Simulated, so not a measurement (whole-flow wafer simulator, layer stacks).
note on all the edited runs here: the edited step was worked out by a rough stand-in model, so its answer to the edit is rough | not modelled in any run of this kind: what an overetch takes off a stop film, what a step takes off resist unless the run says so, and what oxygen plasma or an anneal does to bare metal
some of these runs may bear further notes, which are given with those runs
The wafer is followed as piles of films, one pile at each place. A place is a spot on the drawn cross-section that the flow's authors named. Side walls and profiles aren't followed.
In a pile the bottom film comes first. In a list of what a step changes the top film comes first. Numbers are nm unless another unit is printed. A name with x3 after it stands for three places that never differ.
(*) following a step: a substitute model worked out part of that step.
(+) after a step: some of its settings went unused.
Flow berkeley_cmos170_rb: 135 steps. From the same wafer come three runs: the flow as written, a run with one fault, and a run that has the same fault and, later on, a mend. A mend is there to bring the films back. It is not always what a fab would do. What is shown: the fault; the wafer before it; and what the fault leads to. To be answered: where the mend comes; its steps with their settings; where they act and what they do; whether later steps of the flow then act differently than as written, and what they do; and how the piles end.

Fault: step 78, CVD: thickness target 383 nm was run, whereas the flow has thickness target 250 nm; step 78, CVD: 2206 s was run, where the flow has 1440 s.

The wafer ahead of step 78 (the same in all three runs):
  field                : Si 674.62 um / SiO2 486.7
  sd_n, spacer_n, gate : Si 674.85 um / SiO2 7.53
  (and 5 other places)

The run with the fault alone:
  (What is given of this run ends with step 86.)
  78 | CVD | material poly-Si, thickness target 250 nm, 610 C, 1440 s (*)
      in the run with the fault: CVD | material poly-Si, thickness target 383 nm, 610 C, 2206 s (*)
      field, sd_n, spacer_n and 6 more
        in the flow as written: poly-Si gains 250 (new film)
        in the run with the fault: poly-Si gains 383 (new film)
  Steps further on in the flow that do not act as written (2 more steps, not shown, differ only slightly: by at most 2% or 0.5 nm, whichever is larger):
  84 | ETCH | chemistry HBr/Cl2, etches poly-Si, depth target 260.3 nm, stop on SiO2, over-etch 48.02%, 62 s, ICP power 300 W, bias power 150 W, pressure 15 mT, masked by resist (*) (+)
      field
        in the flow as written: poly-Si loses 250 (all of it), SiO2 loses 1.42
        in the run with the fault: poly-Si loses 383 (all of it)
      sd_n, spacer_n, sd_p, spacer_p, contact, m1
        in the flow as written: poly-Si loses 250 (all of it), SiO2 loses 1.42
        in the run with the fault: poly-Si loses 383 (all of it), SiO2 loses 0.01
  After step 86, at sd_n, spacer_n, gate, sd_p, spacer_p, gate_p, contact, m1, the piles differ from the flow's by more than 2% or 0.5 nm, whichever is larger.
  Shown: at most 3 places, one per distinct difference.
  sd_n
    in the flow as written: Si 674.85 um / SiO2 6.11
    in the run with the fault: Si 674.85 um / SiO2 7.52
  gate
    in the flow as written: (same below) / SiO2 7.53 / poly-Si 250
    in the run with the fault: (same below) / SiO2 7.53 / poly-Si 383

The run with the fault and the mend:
  The mend stands after step 78.
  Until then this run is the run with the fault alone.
  78a | ETCH | chemistry tmah, depth target 133 nm
      field, sd_n, spacer_n and 6 more
        poly-Si loses 133
  None of the later steps of the flow acts differently than as written at any place that is followed.
  The piles end the same as the flow's at every place that both follow.
